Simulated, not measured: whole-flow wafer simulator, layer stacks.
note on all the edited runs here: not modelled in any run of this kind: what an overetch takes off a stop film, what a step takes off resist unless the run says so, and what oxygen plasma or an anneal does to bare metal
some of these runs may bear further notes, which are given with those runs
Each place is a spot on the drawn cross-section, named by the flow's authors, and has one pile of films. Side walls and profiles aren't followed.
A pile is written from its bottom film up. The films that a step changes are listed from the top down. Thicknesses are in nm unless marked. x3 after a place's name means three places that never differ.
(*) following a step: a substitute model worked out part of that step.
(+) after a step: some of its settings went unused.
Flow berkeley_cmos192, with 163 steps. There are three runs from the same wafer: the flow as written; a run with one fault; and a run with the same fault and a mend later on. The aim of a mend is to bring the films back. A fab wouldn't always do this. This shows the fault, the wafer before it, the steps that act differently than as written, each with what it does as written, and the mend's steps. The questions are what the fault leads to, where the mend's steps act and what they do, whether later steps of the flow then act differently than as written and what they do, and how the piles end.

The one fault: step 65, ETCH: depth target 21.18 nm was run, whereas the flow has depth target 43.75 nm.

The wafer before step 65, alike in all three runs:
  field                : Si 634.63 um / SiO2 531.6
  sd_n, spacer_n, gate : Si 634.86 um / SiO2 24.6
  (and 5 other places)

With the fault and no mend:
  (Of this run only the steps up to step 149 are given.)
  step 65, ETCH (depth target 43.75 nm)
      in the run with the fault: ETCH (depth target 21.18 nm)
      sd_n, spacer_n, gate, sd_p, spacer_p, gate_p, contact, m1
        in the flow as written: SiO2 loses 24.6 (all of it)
        in the run with the fault: SiO2 loses 21.2
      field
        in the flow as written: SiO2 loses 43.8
        in the run with the fault: SiO2 loses 21.2
  Steps later in the flow that act otherwise than as written (34 other steps are not shown; they differ only slightly, by no more than 2% or 0.5 nm, whichever is larger):
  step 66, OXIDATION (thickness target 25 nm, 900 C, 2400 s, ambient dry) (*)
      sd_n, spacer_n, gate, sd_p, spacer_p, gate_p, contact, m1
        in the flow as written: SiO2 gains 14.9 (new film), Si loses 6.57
        in the run with the fault: SiO2 gains 12.9, Si loses 5.69
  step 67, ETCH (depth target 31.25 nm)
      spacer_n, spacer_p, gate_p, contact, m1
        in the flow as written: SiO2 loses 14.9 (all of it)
        in the run with the fault: SiO2 loses 16.3 (all of it)
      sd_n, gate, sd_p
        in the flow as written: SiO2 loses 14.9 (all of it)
        in the run with the fault: SiO2 loses 16.4 (all of it)
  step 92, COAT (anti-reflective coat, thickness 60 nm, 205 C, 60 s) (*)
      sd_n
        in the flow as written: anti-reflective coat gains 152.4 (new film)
        in the run with the fault: anti-reflective coat gains 169.1 (new film)
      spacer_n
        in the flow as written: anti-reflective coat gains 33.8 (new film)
        in the run with the fault: anti-reflective coat gains 28.9 (new film)
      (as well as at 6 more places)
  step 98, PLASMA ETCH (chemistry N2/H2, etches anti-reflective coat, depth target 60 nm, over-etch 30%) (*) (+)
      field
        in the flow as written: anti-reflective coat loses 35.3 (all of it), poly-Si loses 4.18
        in the run with the fault: anti-reflective coat loses 35.4 (all of it), poly-Si loses 4.73
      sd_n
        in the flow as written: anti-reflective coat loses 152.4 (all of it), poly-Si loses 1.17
        in the run with the fault: anti-reflective coat loses 169.1 (all of it), poly-Si loses 1.3
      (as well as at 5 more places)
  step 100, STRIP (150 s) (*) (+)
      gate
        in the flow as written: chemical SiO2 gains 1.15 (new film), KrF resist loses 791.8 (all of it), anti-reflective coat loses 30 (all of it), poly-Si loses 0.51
        in the run with the fault: chemical SiO2 gains 1.15 (new film), KrF resist loses 810.5 (all of it), anti-reflective coat loses 24.6 (all of it), poly-Si loses 0.51
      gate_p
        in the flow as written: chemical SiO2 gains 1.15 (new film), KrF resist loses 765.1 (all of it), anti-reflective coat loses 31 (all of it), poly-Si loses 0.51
        in the run with the fault: chemical SiO2 gains 1.15 (new film), KrF resist loses 776.8 (all of it), anti-reflective coat loses 27.5 (all of it), poly-Si loses 0.51
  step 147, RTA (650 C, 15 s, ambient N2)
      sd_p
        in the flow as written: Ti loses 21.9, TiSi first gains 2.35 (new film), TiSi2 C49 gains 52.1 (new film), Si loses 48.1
        in the run with the fault: Ti loses 21.5, TiSi first gains 1.45 (new film), TiSi2 C49 gains 52.5 (new film), Si loses 47.8
  Once step 149 is done, the piles at field, sd_p depart from the flow's by more than 2% or 0.5 nm, whichever is larger.
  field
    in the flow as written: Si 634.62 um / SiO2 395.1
    in the run with the fault: Si 634.62 um / SiO2 417.5
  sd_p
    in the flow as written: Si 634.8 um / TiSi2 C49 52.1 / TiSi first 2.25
    in the run with the fault: Si 634.8 um / TiSi2 C49 52.5 / TiSi first 1.35

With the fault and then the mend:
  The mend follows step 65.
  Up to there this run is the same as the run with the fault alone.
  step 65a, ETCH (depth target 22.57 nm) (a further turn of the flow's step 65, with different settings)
      spacer_n, spacer_p, gate_p, contact, m1
        SiO2 loses 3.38 (all of it)
      sd_n, sd_p
        SiO2 loses 3.44 (all of it)
      field
        SiO2 loses 22.6
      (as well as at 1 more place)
  Every later step of the flow that is run acts as written, at every place that is followed, to within 2% or 0.5 nm, whichever is larger.
  At every place that both follow, the piles at the end match the flow's.
